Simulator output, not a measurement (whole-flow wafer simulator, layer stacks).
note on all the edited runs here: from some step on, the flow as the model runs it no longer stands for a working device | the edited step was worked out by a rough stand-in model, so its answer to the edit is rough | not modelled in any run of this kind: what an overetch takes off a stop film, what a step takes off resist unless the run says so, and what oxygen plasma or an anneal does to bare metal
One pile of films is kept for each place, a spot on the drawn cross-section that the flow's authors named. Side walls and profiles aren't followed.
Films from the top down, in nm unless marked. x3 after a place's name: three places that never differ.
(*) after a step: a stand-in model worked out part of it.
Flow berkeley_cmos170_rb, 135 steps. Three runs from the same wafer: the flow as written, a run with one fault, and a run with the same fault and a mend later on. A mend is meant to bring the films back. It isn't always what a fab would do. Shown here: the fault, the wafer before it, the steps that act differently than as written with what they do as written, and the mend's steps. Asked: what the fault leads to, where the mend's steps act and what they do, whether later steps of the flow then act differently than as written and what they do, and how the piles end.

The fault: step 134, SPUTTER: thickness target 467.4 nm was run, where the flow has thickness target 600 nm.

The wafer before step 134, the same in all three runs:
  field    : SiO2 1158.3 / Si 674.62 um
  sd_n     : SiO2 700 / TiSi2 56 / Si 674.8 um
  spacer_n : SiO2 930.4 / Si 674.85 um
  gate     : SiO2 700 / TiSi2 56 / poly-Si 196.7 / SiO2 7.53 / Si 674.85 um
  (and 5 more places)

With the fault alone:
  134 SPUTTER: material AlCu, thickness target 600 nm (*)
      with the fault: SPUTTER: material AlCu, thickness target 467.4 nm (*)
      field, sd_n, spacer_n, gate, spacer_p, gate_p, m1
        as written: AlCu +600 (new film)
        with the fault: AlCu +467.4 (new film)
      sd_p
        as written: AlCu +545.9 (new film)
        with the fault: AlCu +420.5 (new film)
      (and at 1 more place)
  No later step of the flow acts differently than as written at any place that is followed.
  At the end the piles differ from the flow's by more than 2% or 0.5 nm, whichever is larger, at field, sd_n, spacer_n and 6 more.
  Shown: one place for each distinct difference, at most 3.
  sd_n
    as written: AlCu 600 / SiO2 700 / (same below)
    with the fault: AlCu 467.4 / SiO2 700 / (same below)
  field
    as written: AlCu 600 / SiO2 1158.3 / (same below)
    with the fault: AlCu 467.4 / SiO2 1158.3 / (same below)
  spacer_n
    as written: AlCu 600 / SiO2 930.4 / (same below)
    with the fault: AlCu 467.4 / SiO2 930.4 / (same below)

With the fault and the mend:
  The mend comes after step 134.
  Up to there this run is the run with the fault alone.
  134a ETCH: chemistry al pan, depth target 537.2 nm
      field, sd_n, spacer_n, gate, spacer_p, gate_p, m1
        AlCu -467.4 (all of it)
      sd_p
        AlCu -420.5 (all of it)
      contact
        AlCu -326.5 (all of it)
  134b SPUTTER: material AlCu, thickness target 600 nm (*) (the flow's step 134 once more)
      field, sd_n, spacer_n, gate, spacer_p, gate_p, m1
        AlCu +600 (new film)
      sd_p
        AlCu +545.9 (new film)
      contact
        AlCu +415.1 (new film)
  No later step of the flow acts differently than as written at any place that is followed.
  At the end the piles are the same as the flow's at every place that both follow.
